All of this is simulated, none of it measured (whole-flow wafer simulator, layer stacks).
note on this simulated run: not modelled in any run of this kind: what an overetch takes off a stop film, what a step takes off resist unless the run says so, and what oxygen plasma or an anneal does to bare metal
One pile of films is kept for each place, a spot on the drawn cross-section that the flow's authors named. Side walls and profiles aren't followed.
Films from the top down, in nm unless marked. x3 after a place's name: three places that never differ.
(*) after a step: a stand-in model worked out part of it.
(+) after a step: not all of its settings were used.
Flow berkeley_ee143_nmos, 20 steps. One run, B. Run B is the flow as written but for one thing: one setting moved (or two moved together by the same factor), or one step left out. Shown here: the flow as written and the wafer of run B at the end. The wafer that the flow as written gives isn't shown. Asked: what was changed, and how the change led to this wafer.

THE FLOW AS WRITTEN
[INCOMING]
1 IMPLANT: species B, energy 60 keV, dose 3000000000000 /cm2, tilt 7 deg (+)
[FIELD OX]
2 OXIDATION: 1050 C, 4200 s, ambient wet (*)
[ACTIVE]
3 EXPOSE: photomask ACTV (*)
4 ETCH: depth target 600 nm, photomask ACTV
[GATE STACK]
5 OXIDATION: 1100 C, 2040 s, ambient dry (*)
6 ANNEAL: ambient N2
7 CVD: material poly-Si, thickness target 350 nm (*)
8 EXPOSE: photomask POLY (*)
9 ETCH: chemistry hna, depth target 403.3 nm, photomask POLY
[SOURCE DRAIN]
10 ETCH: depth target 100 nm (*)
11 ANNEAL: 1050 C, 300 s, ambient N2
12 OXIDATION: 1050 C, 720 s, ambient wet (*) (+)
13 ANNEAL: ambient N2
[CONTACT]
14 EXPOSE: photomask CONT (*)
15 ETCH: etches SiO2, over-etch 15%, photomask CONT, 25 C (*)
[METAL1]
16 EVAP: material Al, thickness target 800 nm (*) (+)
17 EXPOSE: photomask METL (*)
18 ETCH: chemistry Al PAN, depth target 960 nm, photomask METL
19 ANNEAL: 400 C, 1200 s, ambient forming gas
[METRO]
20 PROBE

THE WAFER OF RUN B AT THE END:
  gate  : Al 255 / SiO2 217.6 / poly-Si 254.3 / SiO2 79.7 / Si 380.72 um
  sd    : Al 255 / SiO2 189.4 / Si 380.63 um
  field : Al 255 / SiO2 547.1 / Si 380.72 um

The cause: step 18, ETCH: depth target 545 nm was run, where the flow has depth target 960 nm.

How the change led to this, step by step:
  18 ETCH: chemistry Al PAN, depth target 960 nm, photomask METL
      gate, sd, field: Al -545 (as written it would be: Al -800 (all of it))
Counting metal films that touch as one body, gate has 1 body; the flow as written gives 0 bodies.
Counting metal films that touch as one body, sd has 1 body; the flow as written gives 0 bodies.
Counting metal films that touch as one body, field has 1 body; the flow as written gives 0 bodies.
